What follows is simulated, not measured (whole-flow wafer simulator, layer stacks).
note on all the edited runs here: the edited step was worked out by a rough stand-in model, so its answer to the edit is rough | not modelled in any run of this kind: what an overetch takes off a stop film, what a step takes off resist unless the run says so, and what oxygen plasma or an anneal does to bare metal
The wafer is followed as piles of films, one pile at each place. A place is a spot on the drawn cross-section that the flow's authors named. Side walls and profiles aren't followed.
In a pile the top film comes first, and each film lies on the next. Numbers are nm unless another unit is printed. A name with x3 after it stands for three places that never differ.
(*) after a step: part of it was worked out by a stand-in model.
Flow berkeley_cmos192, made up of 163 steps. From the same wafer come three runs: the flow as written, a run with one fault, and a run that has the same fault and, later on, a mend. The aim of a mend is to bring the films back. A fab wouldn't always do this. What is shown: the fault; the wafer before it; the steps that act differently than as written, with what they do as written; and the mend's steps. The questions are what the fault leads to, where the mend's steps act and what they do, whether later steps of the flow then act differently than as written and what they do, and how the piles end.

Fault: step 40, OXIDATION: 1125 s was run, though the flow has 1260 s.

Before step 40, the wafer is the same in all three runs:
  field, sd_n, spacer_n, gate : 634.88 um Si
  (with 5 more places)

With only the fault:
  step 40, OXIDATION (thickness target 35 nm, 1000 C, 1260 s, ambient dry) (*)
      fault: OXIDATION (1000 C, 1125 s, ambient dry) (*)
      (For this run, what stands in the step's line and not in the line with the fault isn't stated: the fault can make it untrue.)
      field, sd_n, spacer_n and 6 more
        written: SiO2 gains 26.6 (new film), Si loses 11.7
        fault: SiO2 gains 25 (new film), Si loses 11
  Steps later in the flow that act otherwise than as written (34 more steps, not shown, differ only slightly: by at most 2% or 0.5 nm, whichever is larger):
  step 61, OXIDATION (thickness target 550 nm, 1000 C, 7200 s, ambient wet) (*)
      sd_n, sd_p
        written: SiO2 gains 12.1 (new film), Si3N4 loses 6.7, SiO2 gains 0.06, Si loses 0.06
        fault: SiO2 gains 12.1 (new film), Si3N4 loses 6.7
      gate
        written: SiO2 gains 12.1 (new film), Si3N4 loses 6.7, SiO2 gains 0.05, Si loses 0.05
        fault: SiO2 gains 12.1 (new film), Si3N4 loses 6.7
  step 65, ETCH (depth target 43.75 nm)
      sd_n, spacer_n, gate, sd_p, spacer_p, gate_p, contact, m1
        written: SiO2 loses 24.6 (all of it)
        fault: SiO2 loses 23 (all of it)
  The piles end only slightly different from the flow's at the places that both follow, by no more than 2% or 0.5 nm, whichever is larger.

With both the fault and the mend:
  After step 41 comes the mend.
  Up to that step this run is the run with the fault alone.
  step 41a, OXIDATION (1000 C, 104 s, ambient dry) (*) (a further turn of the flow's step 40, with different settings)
      field, sd_n, spacer_n and 6 more
        SiO2 gains 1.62, Si loses 0.71
  Every later step of the flow that is run acts as written, at every place that is followed, to within 2% or 0.5 nm, whichever is larger.
  The piles end the same as the flow's at every place that both follow.
